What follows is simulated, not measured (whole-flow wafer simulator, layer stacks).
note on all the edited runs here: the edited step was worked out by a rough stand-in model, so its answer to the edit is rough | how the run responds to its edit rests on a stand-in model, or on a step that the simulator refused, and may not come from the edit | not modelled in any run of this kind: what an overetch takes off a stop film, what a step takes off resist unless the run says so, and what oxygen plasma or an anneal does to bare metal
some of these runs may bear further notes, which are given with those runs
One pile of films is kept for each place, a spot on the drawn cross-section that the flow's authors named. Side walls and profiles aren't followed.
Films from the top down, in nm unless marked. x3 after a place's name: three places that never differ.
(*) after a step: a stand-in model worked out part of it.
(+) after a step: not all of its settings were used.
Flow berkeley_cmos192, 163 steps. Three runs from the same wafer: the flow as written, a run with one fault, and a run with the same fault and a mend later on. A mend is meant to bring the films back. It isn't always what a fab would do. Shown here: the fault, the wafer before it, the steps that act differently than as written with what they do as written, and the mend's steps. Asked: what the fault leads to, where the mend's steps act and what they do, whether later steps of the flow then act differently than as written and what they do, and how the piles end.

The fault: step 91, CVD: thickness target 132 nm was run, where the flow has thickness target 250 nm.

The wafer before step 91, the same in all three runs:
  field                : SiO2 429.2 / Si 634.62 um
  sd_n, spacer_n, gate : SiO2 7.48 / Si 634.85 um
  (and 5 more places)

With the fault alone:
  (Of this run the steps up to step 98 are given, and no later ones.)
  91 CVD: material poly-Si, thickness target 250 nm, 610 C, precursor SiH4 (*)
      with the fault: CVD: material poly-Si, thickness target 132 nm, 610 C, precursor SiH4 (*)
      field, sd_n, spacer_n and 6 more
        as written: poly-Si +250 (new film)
        with the fault: poly-Si +132 (new film)
  Later steps of the flow that act differently than as written (2 more steps differ only slightly, by at most 2% or 0.5 nm, whichever is larger, and aren't shown):
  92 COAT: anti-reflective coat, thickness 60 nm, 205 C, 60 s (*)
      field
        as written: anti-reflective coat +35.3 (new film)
        with the fault: anti-reflective coat +34.2 (new film)
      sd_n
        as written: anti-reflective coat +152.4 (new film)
        with the fault: anti-reflective coat +148 (new film)
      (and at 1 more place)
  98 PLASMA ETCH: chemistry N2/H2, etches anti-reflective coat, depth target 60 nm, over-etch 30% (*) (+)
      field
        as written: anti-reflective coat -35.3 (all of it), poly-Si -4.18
        with the fault: anti-reflective coat -34.2 (all of it), poly-Si -4.06
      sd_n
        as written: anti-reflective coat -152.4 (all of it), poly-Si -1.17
        with the fault: anti-reflective coat -148 (all of it), poly-Si -1.14
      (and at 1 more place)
  After step 98 the piles differ from the flow's by more than 2% or 0.5 nm, whichever is larger, at field, sd_n, spacer_n and 6 more.
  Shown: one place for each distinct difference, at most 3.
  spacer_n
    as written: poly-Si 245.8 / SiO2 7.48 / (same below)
    with the fault: poly-Si 127.9 / SiO2 7.48 / (same below)
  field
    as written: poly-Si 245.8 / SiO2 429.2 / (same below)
    with the fault: poly-Si 127.9 / SiO2 429.2 / (same below)
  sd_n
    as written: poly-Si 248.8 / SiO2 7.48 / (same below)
    with the fault: poly-Si 130.9 / SiO2 7.48 / (same below)

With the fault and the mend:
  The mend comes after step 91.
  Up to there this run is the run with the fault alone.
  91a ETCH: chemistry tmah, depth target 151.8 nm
      field, sd_n, spacer_n and 6 more
        poly-Si -132 (all of it)
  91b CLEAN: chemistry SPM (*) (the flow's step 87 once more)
      changes no film at any place that is followed
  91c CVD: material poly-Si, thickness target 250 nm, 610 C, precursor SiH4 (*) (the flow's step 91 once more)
      field, sd_n, spacer_n and 6 more
        poly-Si +250 (new film)
  No later step of the flow acts differently than as written, at any place that is followed, by more than 2% or 0.5 nm, whichever is larger.
  At the end the piles are the same as the flow's at every place that both follow.
